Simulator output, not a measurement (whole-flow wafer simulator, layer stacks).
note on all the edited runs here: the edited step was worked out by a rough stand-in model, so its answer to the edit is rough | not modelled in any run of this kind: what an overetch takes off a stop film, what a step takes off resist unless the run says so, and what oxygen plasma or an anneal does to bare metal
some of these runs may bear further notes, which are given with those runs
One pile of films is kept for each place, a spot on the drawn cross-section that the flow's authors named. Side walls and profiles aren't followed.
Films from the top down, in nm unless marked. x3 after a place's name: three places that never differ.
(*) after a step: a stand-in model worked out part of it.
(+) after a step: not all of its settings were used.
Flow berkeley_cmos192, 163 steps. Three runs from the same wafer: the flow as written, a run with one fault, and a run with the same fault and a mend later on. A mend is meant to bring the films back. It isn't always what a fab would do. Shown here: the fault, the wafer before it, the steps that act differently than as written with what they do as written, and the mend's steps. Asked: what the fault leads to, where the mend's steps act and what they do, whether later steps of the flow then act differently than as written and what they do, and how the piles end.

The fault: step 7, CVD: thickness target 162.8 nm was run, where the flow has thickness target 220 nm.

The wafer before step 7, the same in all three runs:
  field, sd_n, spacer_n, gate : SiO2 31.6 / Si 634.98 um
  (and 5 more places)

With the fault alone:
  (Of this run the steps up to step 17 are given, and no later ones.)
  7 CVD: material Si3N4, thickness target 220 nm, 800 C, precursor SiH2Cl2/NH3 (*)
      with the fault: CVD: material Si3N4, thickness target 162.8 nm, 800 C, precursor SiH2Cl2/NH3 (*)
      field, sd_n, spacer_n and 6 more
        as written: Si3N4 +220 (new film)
        with the fault: Si3N4 +162.8 (new film)
  Later steps of the flow that act differently than as written:
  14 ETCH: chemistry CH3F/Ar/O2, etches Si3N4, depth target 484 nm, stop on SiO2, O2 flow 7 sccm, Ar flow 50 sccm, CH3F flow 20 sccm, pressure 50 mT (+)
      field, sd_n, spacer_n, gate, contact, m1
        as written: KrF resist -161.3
        with the fault: KrF resist -123.2
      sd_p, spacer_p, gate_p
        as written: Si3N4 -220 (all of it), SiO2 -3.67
        with the fault: Si3N4 -162.8 (all of it), SiO2 -3.67
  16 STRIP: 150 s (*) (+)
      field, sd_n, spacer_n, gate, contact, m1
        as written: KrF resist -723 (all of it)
        with the fault: KrF resist -761.2 (all of it)
  After step 17 the piles differ from the flow's by more than 2% or 0.5 nm, whichever is larger, at field, sd_n, spacer_n, gate, contact, m1.
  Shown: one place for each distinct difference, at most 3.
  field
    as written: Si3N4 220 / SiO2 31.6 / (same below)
    with the fault: Si3N4 162.8 / SiO2 31.6 / (same below)

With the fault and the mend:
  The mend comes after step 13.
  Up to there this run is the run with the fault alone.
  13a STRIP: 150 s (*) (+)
      field, sd_n, spacer_n, gate, contact, m1
        KrF resist -884.4 (all of it)
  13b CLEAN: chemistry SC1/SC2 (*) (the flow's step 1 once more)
      changes no film at any place that is followed
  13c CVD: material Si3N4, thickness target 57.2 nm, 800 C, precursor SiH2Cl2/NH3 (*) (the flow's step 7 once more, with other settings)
      field, sd_n, spacer_n and 6 more
        Si3N4 +57.2
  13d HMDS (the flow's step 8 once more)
      changes no film at any place that is followed
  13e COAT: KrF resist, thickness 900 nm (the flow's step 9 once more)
      field, sd_n, spacer_n and 6 more
        KrF resist +900 (new film)
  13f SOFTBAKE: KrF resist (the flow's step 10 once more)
      changes no film at any place that is followed
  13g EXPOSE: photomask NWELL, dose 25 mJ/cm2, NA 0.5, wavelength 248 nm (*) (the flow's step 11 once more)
      changes no film at any place that is followed
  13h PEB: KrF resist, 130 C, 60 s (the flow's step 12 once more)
      field, sd_n, spacer_n and 6 more
        KrF resist -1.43
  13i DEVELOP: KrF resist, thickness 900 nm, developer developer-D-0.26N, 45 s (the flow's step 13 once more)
      field, sd_n, spacer_n, gate, contact, m1
        KrF resist -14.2
      sd_p, spacer_p, gate_p
        KrF resist -898.6 (all of it)
  No later step of the flow acts differently than as written at any place that is followed.
  At the end the piles are the same as the flow's at every place that both follow.
